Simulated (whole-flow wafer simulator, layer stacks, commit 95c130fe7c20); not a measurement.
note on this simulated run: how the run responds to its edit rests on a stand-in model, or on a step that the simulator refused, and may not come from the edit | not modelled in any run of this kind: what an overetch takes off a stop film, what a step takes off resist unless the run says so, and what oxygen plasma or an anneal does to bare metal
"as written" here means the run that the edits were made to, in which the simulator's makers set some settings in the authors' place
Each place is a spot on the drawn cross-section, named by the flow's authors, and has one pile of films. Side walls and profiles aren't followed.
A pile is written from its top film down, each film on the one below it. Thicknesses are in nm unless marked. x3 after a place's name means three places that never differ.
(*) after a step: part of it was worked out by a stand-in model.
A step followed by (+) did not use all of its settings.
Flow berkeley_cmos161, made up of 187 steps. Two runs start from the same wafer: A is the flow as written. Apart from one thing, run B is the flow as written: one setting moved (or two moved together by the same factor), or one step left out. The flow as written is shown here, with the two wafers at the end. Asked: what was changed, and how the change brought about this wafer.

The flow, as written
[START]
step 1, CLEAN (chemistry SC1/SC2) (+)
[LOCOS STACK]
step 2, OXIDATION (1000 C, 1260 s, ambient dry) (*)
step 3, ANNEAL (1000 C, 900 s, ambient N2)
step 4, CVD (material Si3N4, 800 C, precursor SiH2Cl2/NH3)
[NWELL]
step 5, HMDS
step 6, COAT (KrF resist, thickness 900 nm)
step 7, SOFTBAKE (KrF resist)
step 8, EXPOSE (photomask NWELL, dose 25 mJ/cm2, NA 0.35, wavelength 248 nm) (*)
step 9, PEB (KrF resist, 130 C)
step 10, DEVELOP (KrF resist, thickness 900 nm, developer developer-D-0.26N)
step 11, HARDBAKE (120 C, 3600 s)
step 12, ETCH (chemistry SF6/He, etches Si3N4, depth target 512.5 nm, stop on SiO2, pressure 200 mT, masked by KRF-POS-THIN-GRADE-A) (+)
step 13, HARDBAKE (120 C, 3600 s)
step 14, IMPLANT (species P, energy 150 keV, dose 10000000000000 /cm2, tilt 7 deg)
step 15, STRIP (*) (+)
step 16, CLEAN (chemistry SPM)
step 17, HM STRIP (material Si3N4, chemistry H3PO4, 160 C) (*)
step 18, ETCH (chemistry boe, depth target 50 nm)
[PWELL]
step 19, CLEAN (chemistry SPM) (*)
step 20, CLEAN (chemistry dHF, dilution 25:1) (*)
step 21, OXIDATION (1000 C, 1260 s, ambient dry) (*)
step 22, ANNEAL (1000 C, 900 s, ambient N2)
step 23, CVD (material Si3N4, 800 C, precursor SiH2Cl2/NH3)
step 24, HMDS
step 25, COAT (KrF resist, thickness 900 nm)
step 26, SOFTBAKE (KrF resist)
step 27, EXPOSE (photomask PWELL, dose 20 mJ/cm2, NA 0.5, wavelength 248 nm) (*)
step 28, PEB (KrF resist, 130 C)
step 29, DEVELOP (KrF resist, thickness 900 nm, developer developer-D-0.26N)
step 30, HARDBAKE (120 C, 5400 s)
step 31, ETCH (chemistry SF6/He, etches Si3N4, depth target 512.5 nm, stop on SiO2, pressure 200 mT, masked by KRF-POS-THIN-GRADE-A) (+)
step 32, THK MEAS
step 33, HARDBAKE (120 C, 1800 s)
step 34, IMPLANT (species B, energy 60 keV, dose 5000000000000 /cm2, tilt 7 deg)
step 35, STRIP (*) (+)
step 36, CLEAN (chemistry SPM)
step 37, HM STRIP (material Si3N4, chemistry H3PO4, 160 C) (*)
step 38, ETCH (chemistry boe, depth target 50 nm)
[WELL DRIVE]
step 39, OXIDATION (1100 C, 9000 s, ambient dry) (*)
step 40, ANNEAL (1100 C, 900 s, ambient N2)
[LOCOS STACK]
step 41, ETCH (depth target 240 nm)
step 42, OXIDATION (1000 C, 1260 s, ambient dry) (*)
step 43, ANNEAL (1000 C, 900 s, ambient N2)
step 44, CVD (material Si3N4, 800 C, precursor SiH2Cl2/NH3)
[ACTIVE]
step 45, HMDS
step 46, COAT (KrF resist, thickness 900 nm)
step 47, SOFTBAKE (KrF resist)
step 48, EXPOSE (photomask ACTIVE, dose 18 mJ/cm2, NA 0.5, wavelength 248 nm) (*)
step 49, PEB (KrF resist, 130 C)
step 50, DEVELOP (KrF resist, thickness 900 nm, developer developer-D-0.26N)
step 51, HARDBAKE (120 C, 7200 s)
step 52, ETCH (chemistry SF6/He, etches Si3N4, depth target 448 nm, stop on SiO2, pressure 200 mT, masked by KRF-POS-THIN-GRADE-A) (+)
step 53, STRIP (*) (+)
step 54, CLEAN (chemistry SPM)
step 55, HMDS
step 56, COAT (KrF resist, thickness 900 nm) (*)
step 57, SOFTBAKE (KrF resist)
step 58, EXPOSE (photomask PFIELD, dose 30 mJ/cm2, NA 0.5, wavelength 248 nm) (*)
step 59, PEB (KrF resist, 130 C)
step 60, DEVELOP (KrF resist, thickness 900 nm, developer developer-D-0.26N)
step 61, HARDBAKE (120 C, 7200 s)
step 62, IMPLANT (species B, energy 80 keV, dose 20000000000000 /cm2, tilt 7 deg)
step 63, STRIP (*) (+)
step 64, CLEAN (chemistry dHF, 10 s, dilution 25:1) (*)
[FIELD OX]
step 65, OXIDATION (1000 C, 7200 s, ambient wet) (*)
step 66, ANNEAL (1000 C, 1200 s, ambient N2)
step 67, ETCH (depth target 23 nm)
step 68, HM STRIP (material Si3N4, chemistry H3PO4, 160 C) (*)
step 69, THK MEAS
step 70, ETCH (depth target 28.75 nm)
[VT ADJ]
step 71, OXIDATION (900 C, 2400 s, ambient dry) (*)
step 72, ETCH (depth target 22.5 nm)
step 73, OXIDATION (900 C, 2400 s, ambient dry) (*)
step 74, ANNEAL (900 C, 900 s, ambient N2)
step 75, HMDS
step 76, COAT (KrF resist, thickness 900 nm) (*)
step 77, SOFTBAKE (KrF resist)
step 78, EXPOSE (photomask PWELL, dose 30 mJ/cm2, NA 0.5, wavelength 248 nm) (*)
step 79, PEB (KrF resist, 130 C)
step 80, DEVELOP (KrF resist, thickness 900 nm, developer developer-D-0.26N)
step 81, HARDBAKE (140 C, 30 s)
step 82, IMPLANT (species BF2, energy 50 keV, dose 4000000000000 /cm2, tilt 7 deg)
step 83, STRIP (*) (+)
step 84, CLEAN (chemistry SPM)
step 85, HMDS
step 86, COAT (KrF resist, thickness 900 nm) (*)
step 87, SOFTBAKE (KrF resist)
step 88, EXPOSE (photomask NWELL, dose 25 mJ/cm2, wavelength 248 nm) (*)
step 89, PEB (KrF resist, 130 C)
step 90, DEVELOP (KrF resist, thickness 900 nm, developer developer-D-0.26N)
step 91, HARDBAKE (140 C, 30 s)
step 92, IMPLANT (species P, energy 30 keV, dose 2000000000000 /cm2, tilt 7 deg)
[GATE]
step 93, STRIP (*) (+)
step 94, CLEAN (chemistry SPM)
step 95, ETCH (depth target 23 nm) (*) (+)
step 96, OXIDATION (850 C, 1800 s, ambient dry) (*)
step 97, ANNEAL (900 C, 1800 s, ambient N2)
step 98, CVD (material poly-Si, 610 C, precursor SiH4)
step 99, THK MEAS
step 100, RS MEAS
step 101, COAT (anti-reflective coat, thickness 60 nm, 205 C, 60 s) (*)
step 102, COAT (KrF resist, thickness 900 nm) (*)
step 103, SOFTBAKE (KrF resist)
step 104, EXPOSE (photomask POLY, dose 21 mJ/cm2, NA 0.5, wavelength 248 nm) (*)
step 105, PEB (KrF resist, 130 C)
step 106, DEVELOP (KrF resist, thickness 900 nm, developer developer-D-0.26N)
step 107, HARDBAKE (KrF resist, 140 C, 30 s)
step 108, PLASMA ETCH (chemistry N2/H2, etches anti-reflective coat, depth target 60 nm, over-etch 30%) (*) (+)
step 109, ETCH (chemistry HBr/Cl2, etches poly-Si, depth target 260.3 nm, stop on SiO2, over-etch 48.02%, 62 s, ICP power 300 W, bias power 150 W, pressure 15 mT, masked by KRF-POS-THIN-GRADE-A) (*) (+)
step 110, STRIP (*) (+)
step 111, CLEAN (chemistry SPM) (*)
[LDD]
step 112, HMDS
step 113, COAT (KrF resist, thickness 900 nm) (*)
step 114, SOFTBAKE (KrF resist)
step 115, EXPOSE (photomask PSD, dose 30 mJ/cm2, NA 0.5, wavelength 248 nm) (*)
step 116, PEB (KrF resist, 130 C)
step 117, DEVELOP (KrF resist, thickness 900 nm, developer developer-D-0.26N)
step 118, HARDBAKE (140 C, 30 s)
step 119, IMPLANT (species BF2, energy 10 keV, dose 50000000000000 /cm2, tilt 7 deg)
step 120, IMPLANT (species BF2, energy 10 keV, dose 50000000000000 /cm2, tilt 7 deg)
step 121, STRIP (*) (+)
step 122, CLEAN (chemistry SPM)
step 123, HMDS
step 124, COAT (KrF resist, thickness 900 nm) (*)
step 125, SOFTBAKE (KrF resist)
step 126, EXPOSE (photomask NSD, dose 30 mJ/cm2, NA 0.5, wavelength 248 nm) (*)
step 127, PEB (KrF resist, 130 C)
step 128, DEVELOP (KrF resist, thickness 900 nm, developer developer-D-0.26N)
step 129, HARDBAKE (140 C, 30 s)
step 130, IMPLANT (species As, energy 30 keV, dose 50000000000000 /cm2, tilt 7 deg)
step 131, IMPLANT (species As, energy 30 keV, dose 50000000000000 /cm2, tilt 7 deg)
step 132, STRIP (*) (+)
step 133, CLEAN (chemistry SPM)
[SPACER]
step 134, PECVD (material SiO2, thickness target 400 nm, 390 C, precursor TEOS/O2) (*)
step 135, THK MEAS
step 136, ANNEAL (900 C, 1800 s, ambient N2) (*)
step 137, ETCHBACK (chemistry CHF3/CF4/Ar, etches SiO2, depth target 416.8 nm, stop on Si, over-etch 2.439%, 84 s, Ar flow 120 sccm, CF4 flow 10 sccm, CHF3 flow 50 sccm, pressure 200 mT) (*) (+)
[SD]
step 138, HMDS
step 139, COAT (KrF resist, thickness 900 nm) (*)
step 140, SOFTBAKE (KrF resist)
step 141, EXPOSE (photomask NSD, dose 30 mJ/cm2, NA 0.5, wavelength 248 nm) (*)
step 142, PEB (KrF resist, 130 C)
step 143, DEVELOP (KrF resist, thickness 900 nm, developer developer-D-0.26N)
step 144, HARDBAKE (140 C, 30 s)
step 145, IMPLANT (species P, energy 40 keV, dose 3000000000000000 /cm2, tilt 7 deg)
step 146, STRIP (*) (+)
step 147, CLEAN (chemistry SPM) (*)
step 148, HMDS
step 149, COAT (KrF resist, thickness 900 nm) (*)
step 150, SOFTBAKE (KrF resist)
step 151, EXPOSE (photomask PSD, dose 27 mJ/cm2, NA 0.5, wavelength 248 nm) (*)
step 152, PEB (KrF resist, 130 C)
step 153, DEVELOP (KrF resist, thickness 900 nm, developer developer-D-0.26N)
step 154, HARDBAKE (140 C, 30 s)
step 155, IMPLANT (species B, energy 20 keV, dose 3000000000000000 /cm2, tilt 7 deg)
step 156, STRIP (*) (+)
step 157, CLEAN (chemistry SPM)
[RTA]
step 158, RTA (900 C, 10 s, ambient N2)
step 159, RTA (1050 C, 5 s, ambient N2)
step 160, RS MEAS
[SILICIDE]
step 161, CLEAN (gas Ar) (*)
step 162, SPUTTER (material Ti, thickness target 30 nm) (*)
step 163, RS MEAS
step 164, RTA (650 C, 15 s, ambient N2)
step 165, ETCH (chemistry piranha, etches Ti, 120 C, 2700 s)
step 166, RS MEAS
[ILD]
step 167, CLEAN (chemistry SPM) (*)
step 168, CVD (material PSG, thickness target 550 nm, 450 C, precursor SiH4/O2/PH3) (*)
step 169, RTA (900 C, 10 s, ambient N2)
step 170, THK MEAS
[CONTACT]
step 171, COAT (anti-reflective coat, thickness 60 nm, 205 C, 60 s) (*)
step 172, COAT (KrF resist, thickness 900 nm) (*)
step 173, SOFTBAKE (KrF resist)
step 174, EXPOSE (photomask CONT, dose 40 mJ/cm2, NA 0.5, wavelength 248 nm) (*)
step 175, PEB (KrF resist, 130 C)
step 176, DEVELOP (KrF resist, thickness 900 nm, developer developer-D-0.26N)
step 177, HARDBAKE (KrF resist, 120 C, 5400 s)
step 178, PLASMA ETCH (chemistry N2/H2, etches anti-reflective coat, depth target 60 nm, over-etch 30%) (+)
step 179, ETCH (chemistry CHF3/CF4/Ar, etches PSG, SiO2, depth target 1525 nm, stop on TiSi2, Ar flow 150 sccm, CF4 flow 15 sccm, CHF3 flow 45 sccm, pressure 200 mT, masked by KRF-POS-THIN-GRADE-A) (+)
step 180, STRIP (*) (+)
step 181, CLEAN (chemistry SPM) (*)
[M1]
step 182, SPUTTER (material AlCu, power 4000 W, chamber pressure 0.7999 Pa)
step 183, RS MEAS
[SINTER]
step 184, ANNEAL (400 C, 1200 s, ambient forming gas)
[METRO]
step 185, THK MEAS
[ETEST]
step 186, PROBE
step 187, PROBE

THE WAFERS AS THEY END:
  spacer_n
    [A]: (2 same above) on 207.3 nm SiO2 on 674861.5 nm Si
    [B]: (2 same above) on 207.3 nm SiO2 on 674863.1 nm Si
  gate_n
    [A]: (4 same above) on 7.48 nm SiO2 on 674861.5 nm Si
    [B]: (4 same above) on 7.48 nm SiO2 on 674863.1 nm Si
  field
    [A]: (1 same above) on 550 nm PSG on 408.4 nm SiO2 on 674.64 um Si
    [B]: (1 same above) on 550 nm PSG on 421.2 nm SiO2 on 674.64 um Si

What caused this: step 72, ETCH: depth target 9.607 nm was run, while the flow as written has depth target 22.5 nm.

How this came from the change, step by step:
  step 72, ETCH (depth target 22.5 nm)
      sd_n, spacer_n, gate_n, sd_p, spacer_p, gate_p, contact, m1: A SiO2 loses 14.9 (all of it) | B SiO2 loses 9.61
      field: A SiO2 loses 22.5 | B SiO2 loses 9.61
  step 73, OXIDATION (900 C, 2400 s, ambient dry) (*)
      sd_n, spacer_n, gate_n, sd_p, spacer_p, gate_p, contact, m1: A SiO2 gains 14.9 (new film), Si loses 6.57 | B SiO2 gains 11.2, Si loses 4.94
  step 95, ETCH (depth target 23 nm) (*) (+)
      sd_n, spacer_n, gate_n, sd_p, spacer_p, gate_p, contact, m1: A SiO2 loses 14.9 (all of it) | B SiO2 loses 16.6 (all of it)
  step 101, COAT (anti-reflective coat, thickness 60 nm, 205 C, 60 s) (*)
      sd_n: A anti-reflective coat gains 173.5 (new film) | B anti-reflective coat gains 182.4 (new film)
      spacer_n: A anti-reflective coat gains 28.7 (new film) | B anti-reflective coat gains 26.6 (new film)
      (as well as at 4 more places)
  step 108, PLASMA ETCH (chemistry N2/H2, etches anti-reflective coat, depth target 60 nm, over-etch 30%) (*) (+)
      sd_n: A anti-reflective coat loses 173.5 (all of it), poly-Si loses 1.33 | B anti-reflective coat loses 182.4 (all of it), poly-Si loses 1.4
      spacer_n: A anti-reflective coat loses 28.7 (all of it), poly-Si loses 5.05 | B anti-reflective coat loses 26.6 (all of it), poly-Si loses 5.4
      (as well as at 2 more places)
  step 110, STRIP (*) (+)
      gate_n: A chemical SiO2 gains 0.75 (new film), KrF resist loses 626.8 (all of it), anti-reflective coat loses 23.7 (all of it), poly-Si loses 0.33 | B chemical SiO2 gains 0.75 (new film), KrF resist loses 634.2 (all of it), anti-reflective coat loses 21.7 (all of it), poly-Si loses 0.33
      gate_p: A chemical SiO2 gains 0.75 (new film), KrF resist loses 598.2 (all of it), anti-reflective coat loses 27.9 (all of it), poly-Si loses 0.33 | B chemical SiO2 gains 0.75 (new film), KrF resist loses 602.6 (all of it), anti-reflective coat loses 26.8 (all of it), poly-Si loses 0.33
  step 171, COAT (anti-reflective coat, thickness 60 nm, 205 C, 60 s) (*)
      sd_n: A anti-reflective coat gains 149.7 (new film) | B anti-reflective coat gains 159.1 (new film)
      m1: A anti-reflective coat gains 97.8 (new film) | B anti-reflective coat gains 100.5 (new film)
  step 180, STRIP (*) (+)
      sd_n: A KrF resist loses 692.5 (all of it), anti-reflective coat loses 149.7 (all of it) | B KrF resist loses 690.5 (all of it), anti-reflective coat loses 159.1 (all of it)
      m1: A KrF resist loses 739.9 (all of it), anti-reflective coat loses 97.8 (all of it) | B KrF resist loses 744 (all of it), anti-reflective coat loses 100.5 (all of it)
